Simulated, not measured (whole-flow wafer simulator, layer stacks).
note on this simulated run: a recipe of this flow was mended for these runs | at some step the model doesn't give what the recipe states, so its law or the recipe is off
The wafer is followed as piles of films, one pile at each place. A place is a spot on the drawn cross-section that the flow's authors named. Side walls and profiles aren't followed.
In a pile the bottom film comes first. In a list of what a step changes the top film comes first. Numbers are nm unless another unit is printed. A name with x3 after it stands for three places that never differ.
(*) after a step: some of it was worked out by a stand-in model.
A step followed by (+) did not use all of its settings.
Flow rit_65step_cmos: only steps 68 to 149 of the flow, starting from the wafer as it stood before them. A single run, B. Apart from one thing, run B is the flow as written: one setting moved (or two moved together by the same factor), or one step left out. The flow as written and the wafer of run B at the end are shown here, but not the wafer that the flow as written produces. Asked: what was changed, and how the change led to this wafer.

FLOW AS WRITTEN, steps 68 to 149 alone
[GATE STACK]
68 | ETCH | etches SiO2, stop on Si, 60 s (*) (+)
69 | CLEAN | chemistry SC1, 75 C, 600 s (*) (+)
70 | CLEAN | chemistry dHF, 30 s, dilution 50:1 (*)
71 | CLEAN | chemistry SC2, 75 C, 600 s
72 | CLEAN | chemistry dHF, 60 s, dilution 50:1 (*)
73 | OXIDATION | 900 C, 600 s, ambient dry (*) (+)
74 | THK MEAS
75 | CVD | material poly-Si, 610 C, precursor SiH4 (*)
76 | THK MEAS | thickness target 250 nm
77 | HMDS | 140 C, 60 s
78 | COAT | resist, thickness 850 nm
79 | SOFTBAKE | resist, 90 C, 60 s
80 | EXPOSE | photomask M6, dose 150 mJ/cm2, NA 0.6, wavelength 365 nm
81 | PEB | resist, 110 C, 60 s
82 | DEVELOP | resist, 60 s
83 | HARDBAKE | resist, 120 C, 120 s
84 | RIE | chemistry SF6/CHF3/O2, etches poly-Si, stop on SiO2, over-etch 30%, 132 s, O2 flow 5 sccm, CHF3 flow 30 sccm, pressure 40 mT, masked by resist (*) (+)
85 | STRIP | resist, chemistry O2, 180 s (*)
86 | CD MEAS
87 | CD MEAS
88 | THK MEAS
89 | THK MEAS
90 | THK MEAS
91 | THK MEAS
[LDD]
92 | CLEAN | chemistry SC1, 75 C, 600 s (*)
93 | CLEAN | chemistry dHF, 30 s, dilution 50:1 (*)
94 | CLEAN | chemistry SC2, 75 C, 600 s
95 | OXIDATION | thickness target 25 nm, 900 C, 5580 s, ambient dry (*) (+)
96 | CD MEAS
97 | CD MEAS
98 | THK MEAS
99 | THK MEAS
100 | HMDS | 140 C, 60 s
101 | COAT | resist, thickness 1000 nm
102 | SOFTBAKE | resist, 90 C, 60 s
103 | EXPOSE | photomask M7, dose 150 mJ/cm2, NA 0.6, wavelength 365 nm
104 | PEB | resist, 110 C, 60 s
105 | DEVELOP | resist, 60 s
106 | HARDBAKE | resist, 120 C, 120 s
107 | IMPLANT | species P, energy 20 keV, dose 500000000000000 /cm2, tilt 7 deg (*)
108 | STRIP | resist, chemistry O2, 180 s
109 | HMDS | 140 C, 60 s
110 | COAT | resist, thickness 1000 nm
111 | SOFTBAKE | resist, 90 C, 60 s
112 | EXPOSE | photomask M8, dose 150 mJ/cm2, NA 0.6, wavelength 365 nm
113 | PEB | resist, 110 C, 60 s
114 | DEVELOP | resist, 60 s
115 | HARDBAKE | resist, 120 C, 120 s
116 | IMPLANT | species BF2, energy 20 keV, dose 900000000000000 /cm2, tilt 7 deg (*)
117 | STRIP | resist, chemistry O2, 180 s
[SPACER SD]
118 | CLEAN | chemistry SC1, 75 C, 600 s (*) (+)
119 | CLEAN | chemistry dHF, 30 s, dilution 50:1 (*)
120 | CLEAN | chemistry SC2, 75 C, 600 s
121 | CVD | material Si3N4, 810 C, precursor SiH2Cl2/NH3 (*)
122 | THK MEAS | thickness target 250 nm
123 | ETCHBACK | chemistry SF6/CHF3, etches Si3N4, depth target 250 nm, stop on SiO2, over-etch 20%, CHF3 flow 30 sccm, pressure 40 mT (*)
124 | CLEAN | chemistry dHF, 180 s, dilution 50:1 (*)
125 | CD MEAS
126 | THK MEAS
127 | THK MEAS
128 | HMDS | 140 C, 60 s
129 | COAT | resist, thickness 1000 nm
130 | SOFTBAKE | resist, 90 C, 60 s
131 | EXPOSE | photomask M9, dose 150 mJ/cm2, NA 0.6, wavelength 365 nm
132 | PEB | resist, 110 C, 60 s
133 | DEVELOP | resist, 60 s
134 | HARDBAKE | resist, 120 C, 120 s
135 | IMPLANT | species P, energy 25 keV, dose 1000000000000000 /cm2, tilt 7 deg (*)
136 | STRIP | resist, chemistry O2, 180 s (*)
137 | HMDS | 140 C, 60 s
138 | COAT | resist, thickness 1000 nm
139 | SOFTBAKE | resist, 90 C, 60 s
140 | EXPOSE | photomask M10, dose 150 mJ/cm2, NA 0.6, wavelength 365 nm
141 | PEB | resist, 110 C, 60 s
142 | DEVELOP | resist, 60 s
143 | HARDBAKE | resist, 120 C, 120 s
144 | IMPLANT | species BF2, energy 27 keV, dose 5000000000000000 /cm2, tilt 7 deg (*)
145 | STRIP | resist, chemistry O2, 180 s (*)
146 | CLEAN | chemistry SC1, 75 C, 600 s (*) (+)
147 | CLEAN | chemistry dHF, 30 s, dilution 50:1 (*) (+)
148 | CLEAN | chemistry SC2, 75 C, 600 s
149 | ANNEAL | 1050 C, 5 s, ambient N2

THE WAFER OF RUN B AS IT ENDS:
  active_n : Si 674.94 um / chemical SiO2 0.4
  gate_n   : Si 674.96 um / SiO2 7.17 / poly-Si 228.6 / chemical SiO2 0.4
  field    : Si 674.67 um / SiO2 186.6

Cause: step 68, ETCH: 84 s was run, whereas the flow has 60 s; step 69, CLEAN: 832 s was run, where the flow has 600 s.

How this came from the change, step by step:
  68 | ETCH | etches SiO2, stop on Si, 60 s (*) (+)
      field, field_pw, field_nw, field_p: SiO2 loses 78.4 (in the flow as written it would be: SiO2 loses 56)
  69 | CLEAN | chemistry SC1, 75 C, 600 s (*) (+)
      gate_n, gate_p, spacer, spacer_p, sd_n, sd_p, contact, m1: chemical SiO2 gains 0.6 (new film), Si loses 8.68 (in the flow as written it would be: chemical SiO2 gains 0.6 (new film), Si loses 6.79)
      field, field_pw, field_nw, field_p: SiO2 loses 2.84 (in the flow as written it would be: SiO2 loses 2.05)
      (and at 2 other places as well)
  72 | CLEAN | chemistry dHF, 60 s, dilution 50:1 (*)
      field_nw, field_p: SiO2 loses 10.1 (in the flow as written it would be: SiO2 loses 11.3)
  115 | HARDBAKE | resist, 120 C, 120 s
      field: resist loses 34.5 (in the flow as written it would be: resist loses 33.8)
  143 | HARDBAKE | resist, 120 C, 120 s
      field: resist loses 34.7 (in the flow as written it would be: resist loses 34)
